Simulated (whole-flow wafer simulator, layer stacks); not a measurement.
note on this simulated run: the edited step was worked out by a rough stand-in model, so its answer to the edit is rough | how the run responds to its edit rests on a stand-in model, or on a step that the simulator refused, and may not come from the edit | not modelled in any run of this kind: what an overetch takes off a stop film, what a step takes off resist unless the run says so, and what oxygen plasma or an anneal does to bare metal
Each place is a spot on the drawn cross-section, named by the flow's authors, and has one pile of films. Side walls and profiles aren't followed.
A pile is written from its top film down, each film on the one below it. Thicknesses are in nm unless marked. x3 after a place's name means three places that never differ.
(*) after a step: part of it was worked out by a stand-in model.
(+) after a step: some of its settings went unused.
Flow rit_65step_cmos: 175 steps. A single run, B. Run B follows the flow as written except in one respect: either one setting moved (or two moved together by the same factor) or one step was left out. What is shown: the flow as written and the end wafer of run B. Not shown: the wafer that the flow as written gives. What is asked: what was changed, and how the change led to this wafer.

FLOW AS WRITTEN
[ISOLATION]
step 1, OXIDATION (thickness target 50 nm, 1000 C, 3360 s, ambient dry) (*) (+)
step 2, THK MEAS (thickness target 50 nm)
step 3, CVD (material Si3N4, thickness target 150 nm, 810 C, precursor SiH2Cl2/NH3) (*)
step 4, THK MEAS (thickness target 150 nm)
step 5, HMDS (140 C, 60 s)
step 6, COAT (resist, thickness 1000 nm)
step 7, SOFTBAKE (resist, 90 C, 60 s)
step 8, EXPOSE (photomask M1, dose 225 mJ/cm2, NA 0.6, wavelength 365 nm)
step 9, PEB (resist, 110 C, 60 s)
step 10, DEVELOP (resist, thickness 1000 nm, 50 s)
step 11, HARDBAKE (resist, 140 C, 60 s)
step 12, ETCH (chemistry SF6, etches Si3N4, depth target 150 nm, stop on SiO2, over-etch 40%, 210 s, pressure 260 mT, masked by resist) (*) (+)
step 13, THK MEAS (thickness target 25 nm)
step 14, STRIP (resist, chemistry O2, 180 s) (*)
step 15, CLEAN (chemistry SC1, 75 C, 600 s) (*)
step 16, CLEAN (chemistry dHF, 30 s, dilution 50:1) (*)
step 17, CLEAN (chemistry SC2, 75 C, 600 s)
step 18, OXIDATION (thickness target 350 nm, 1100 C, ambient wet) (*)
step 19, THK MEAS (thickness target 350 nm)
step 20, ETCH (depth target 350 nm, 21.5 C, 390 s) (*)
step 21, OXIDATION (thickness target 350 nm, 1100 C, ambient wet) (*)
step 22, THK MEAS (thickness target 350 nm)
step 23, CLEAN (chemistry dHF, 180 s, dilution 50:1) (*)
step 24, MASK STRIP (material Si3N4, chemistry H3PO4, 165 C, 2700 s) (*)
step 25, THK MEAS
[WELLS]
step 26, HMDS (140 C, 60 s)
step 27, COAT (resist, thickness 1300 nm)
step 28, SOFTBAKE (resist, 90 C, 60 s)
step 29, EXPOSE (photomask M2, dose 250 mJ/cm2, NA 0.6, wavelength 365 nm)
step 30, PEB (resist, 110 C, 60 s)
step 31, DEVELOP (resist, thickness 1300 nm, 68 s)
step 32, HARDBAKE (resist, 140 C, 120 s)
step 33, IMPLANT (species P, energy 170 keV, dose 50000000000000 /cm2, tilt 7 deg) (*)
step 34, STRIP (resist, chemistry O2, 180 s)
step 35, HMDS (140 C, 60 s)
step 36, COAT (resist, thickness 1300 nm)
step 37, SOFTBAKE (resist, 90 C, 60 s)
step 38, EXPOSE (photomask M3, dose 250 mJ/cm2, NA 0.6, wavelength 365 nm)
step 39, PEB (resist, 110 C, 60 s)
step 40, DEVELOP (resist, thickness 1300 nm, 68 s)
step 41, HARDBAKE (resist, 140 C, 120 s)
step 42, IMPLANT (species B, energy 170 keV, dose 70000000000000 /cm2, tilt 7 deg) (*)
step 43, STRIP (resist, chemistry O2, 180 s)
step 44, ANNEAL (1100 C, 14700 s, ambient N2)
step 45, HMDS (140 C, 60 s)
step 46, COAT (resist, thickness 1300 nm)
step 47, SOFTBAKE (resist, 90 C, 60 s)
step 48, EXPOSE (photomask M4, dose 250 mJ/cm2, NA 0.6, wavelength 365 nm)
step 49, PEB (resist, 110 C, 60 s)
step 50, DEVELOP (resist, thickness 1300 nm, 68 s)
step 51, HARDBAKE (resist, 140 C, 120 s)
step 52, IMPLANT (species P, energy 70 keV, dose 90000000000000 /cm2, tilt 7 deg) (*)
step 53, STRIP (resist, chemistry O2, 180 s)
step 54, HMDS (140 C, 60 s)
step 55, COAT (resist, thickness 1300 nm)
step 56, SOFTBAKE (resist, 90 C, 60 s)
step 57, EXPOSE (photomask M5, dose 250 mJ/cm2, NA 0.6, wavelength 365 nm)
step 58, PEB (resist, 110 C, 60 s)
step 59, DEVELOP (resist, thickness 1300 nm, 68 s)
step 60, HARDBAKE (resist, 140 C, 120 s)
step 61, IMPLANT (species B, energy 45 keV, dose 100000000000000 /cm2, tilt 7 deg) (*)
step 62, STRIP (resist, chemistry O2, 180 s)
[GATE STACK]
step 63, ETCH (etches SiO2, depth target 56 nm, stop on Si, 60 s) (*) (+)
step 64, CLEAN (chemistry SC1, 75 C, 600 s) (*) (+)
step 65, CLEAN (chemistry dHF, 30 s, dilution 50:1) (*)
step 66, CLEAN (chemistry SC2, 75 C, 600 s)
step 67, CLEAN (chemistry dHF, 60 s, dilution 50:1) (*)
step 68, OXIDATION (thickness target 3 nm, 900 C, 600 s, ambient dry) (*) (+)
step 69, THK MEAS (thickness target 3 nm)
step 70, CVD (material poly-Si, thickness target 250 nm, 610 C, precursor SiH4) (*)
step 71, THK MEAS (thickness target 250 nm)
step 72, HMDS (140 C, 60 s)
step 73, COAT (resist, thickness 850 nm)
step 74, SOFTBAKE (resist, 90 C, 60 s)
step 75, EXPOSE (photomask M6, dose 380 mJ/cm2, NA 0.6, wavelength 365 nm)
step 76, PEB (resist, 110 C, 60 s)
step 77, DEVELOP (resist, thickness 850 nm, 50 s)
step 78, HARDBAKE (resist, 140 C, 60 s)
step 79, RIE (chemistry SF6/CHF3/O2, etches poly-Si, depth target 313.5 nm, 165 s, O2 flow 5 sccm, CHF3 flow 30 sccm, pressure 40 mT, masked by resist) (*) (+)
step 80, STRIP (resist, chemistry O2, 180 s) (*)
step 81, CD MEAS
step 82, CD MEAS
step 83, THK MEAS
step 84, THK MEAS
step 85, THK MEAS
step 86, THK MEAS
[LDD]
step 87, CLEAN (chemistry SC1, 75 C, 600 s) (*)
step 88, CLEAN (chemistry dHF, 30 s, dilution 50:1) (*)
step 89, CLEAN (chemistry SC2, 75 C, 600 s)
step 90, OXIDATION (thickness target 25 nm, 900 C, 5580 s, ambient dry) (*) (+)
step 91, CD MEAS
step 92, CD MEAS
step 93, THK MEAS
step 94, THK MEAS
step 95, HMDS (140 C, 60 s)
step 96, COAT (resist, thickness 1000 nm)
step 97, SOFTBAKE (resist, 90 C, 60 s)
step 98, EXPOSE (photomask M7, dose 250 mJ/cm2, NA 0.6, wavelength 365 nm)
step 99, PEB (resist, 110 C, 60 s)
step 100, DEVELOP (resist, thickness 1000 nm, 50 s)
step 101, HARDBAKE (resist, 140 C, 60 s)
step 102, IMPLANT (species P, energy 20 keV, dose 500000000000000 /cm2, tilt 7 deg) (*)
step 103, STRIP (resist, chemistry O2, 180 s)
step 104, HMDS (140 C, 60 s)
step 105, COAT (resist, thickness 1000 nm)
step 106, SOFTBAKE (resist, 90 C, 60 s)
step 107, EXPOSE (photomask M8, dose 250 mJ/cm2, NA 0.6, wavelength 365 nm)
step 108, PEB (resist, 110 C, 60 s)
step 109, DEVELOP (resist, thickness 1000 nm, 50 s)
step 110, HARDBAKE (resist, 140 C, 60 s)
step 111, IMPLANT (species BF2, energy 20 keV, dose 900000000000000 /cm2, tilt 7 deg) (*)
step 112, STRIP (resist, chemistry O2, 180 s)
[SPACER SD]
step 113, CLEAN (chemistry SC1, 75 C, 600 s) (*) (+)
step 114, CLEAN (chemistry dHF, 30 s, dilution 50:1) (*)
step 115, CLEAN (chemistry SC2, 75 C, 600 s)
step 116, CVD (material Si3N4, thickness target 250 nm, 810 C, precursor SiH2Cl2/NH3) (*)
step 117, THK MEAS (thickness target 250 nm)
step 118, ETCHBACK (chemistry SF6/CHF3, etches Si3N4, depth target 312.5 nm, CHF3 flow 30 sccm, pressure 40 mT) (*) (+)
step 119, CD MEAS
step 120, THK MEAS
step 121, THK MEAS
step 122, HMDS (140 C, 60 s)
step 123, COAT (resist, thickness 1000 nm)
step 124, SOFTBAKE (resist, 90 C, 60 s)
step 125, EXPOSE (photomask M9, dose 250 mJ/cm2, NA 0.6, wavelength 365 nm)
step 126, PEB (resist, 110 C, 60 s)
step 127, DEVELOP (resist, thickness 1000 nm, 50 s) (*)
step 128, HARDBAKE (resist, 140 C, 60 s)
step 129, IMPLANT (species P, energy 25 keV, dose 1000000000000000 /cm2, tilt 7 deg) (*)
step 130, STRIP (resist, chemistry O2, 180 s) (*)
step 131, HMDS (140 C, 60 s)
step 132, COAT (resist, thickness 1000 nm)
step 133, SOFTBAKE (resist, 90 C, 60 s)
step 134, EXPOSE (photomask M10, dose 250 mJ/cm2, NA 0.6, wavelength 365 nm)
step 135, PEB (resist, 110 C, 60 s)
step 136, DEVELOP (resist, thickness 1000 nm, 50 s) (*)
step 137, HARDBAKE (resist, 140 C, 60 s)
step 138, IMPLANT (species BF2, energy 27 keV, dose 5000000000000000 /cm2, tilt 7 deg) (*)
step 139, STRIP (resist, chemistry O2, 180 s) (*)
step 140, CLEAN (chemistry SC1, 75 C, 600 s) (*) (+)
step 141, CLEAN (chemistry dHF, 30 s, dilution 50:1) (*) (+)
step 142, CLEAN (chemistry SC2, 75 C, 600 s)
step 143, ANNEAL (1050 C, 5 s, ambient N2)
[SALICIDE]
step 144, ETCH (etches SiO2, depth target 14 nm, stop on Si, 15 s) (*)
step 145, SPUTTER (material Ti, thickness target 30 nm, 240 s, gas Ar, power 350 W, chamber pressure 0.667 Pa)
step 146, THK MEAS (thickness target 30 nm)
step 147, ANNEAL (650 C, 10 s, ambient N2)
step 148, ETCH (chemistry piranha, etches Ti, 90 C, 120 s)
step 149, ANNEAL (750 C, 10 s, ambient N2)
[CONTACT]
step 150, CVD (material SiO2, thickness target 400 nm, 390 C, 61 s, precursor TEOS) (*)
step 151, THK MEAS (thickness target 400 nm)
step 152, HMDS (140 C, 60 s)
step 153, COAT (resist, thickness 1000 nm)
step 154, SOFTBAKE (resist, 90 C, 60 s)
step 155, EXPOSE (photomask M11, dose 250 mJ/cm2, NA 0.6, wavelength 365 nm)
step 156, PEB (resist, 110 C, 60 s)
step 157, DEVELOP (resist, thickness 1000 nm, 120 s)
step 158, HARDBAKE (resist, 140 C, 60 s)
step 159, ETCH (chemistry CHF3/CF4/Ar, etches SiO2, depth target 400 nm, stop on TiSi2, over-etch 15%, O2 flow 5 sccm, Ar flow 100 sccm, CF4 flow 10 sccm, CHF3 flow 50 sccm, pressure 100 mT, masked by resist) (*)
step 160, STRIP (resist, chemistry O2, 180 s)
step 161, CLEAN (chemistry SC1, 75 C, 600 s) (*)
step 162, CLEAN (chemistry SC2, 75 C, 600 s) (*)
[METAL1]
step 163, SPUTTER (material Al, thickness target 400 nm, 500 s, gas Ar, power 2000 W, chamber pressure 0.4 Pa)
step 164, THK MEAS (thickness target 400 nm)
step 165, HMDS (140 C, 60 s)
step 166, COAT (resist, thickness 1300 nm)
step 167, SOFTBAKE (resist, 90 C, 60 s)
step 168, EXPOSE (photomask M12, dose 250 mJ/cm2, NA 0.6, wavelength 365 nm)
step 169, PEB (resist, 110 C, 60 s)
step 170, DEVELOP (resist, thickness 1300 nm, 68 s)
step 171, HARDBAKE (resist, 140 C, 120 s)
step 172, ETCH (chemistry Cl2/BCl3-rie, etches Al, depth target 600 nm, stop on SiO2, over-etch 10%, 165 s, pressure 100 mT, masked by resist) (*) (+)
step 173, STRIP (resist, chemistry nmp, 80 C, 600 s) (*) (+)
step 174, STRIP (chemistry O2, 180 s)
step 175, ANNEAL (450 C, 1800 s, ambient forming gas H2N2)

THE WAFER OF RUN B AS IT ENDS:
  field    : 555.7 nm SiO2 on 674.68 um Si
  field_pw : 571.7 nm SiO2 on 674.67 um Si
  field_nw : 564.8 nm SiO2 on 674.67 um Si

The reason: step 118, ETCHBACK: depth target 265.6 nm was run, though the flow has depth target 312.5 nm.

Step by step, how the change led to this:
  step 118, ETCHBACK (chemistry SF6/CHF3, etches Si3N4, depth target 312.5 nm, CHF3 flow 30 sccm, pressure 40 mT) (*) (+)
      gate_n: Si3N4 loses 250 (all of it), SiO2 loses 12 (as written it would have been: Si3N4 loses 250 (all of it), SiO2 loses 16.3 (all of it), poly-Si loses 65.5)
      gate_p: Si3N4 loses 250 (all of it), SiO2 loses 12 (as written it would have been: Si3N4 loses 250 (all of it), SiO2 loses 15.7 (all of it), poly-Si loses 66.7)
      (also at 6 further places)
  step 123, COAT (resist, thickness 1000 nm)
      field: resist gains 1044 (new film) (as written it would have been: resist gains 1066.4 (new film))
      field_p: resist gains 1051.1 (new film) (as written it would have been: resist gains 1073.5 (new film))
      (also at 4 further places)
  step 126, PEB (resist, 110 C, 60 s)
      gate_n, gate_p: resist loses 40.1 (as written it would have been: resist loses 43.1)
      field: resist loses 54.2 (as written it would have been: resist loses 55.6)
      (also at 3 further places)
  step 127, DEVELOP (resist, thickness 1000 nm, 50 s) (*)
      field: resist loses 989.7 (all of it) (as written it would have been: resist loses 1010.9 (all of it))
      gate_n: resist loses 738.6 (all of it) (as written it would have been: resist loses 791.9 (all of it))
      (also at 1 further place)
  step 128, HARDBAKE (resist, 140 C, 60 s)
      field_nw: resist loses 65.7 (as written it would have been: resist loses 67.1)
      field_p: resist loses 67.2 (as written it would have been: resist loses 68.8)
      (also at 2 further places)
  step 130, STRIP (resist, chemistry O2, 180 s) (*)
      gate_n: nothing (as written it would have been: chemical SiO2 gains 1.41 (new film), poly-Si loses 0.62)
      gate_p: resist loses 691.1 (all of it) (as written it would have been: chemical SiO2 gains 1.31 (new film), resist loses 741.1 (all of it), poly-Si loses 0.58)
      (also at 2 further places)
  step 132, COAT (resist, thickness 1000 nm)
      field: resist gains 1044 (new film) (as written it would have been: resist gains 1067 (new film))
      field_p: resist gains 1051.1 (new film) (as written it would have been: resist gains 1074 (new film))
      (also at 4 further places)
  step 135, PEB (resist, 110 C, 60 s)
      gate_n, gate_p: resist loses 40.1 (as written it would have been: resist loses 43.1)
      field: resist loses 54.2 (as written it would have been: resist loses 55.6)
      (also at 3 further places)
  step 136, DEVELOP (resist, thickness 1000 nm, 50 s) (*)
      field_p: resist loses 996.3 (all of it) (as written it would have been: resist loses 1018 (all of it))
      gate_p: resist loses 738.9 (all of it) (as written it would have been: resist loses 792.8 (all of it))
      (also at 1 further place)
  step 137, HARDBAKE (resist, 140 C, 60 s)
      field: resist loses 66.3 (as written it would have been: resist loses 68.3)
      field_nw: resist loses 65.7 (as written it would have been: resist loses 67.1)
      (also at 2 further places)
  step 139, STRIP (resist, chemistry O2, 180 s) (*)
      gate_n: resist loses 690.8 (all of it) (as written it would have been: resist loses 740 (all of it), chemical SiO2 gains 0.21, poly-Si loses 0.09)
      field: resist loses 923.4 (all of it) (as written it would have been: resist loses 943.1 (all of it))
      (also at 1 further place)
  step 140, CLEAN (chemistry SC1, 75 C, 600 s) (*) (+)
      gate_n, gate_p: SiO2 loses 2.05 (as written it would have been: chemical SiO2 loses 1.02, poly-Si loses 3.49)
  step 141, CLEAN (chemistry dHF, 30 s, dilution 50:1) (*) (+)
      gate_n: SiO2 loses 2.28 (all of it) (as written it would have been: chemical SiO2 loses 0.6 (all of it))
      gate_p: SiO2 loses 1.69 (all of it) (as written it would have been: chemical SiO2 loses 0.6 (all of it))
  step 145, SPUTTER (material Ti, thickness target 30 nm, 240 s, gas Ar, power 350 W, chamber pressure 0.667 Pa)
      gate_n: Ti gains 30 (new film) (as written it would have been: Ti gains 27.3 (new film))
      gate_p: Ti gains 30 (new film) (as written it would have been: Ti gains 27.2 (new film))
  step 147, ANNEAL (650 C, 10 s, ambient N2)
      gate_n: Ti loses 23.4, TiSi first gains 15.7 (new film), TiSi2 C49 gains 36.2 (new film), poly-Si loses 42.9 (as written it would have been: Ti loses 21.3, TiSi first gains 9.82 (new film), TiSi2 C49 gains 39.5 (new film), poly-Si loses 41.9)
      gate_p: Ti loses 23.4, TiSi first gains 15.7 (new film), TiSi2 C49 gains 36.2 (new film), poly-Si loses 42.9 (as written it would have been: Ti loses 21.2, TiSi first gains 9.56 (new film), TiSi2 C49 gains 39.6 (new film), poly-Si loses 41.9)
  step 148, ETCH (chemistry piranha, etches Ti, 90 C, 120 s)
      gate_n: Ti loses 6.6 (all of it), TiSi first loses 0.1 (as written it would have been: Ti loses 6 (all of it), TiSi first loses 0.1)
      gate_p: Ti loses 6.6 (all of it), TiSi first loses 0.1 (as written it would have been: Ti loses 5.97 (all of it), TiSi first loses 0.1)
  ... 8 other steps ...
  step 170, DEVELOP (resist, thickness 1300 nm, 68 s)
      gate_n: resist loses 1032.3 (all of it) (as written it would have been: resist loses 1072.6 (all of it))
      gate_p: resist loses 1035.1 (all of it) (as written it would have been: resist loses 1076.3 (all of it))
      (also at 2 further places)
